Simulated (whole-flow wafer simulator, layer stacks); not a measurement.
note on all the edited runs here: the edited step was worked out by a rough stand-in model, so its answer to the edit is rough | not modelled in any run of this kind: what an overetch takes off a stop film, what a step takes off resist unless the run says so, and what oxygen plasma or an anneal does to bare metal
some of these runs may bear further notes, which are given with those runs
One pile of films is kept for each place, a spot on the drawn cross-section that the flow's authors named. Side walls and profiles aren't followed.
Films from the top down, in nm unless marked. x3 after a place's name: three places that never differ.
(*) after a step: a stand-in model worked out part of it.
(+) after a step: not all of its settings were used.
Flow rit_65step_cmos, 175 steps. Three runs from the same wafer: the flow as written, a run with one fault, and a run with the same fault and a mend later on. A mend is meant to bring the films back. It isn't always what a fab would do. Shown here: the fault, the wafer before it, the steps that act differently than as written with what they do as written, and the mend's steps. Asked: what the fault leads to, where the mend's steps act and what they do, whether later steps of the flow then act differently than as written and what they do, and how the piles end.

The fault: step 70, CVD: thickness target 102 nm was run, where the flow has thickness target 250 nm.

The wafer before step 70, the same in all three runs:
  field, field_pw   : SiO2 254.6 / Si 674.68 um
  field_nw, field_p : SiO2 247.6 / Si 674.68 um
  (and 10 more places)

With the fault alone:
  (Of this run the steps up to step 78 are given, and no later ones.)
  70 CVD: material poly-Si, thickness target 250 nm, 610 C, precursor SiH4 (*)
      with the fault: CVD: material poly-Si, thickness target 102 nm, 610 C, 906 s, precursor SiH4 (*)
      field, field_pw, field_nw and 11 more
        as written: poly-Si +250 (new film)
        with the fault: poly-Si +102 (new film)
  No later step of the flow up to step 78 acts differently than as written, at any place that is followed, by more than 2% or 0.5 nm, whichever is larger.
  After step 78 the piles differ from the flow's by more than 2% or 0.5 nm, whichever is larger, at field, field_pw, field_nw and 11 more.
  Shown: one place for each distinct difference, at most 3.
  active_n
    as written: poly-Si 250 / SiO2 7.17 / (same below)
    with the fault: poly-Si 102 / SiO2 7.17 / (same below)
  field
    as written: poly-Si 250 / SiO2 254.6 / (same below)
    with the fault: poly-Si 102 / SiO2 254.6 / (same below)
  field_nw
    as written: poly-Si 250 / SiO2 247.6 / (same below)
    with the fault: poly-Si 102 / SiO2 247.6 / (same below)

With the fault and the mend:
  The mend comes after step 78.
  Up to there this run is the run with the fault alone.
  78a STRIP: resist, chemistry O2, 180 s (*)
      field, field_pw, field_nw and 9 more
        chemical SiO2 +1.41 (new film), poly-Si -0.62
      gate_n, gate_p
        chemical SiO2 +1.33 (new film), resist -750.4 (all of it), poly-Si -0.59
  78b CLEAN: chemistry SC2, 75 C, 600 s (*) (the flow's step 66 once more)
      changes no film at any place that is followed
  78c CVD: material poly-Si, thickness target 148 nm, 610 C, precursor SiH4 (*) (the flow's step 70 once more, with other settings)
      field, field_pw, field_nw and 11 more
        poly-Si +148 (new film)
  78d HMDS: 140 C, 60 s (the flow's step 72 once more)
      changes no film at any place that is followed
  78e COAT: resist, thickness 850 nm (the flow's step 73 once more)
      active_n, active_p, sd_p
        resist +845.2 (new film)
      gate_n, gate_p, sd_n
        resist +846.9 (new film)
      spacer, spacer_p
        resist +846.8 (new film)
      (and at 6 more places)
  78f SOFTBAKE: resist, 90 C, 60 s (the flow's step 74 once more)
      changes no film at any place that is followed
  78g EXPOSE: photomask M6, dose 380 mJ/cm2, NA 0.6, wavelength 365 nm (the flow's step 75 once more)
      changes no film at any place that is followed
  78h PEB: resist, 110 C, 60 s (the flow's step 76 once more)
      gate_n, gate_p, spacer, spacer_p, sd_n, contact, m1
        resist -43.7
      active_n, active_p, sd_p
        resist -43.6
      field
        resist -45.3
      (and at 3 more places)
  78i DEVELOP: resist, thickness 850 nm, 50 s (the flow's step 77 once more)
      active_n, active_p
        resist -801.6 (all of it)
      spacer, spacer_p
        resist -803.1 (all of it)
      field
        resist -832.7 (all of it)
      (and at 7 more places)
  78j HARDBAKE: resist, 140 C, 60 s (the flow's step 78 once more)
      gate_n, gate_p
        resist -52.7
  Later steps of the flow that act differently than as written (33 more steps differ only slightly, by at most 2% or 0.5 nm, whichever is larger, and aren't shown):
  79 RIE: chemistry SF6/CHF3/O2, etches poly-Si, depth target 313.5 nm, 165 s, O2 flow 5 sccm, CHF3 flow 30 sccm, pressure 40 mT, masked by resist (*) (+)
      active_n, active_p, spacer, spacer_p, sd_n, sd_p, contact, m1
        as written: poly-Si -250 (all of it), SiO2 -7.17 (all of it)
        with the mend: poly-Si -148 (all of it), chemical SiO2 -1.41 (all of it), poly-Si -101.4 (all of it), SiO2 -7.17 (all of it)
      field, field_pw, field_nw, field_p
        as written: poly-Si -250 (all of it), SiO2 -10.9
        with the mend: poly-Si -148 (all of it), chemical SiO2 -1.41 (all of it), poly-Si -101.4 (all of it), SiO2 -9.65
  At the end the piles differ from the flow's by more than 2% or 0.5 nm, whichever is larger, at gate_n, gate_p.
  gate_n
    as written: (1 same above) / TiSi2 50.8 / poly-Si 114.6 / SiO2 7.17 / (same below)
    with the mend: (1 same above) / TiSi2 50.8 / poly-Si 12.6 / chemical SiO2 1.33 / poly-Si 101.4 / SiO2 7.17 / (same below)
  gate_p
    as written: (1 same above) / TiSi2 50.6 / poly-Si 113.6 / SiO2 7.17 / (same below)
    with the mend: (1 same above) / TiSi2 50.6 / poly-Si 11.6 / chemical SiO2 1.33 / poly-Si 101.4 / SiO2 7.17 / (same below)
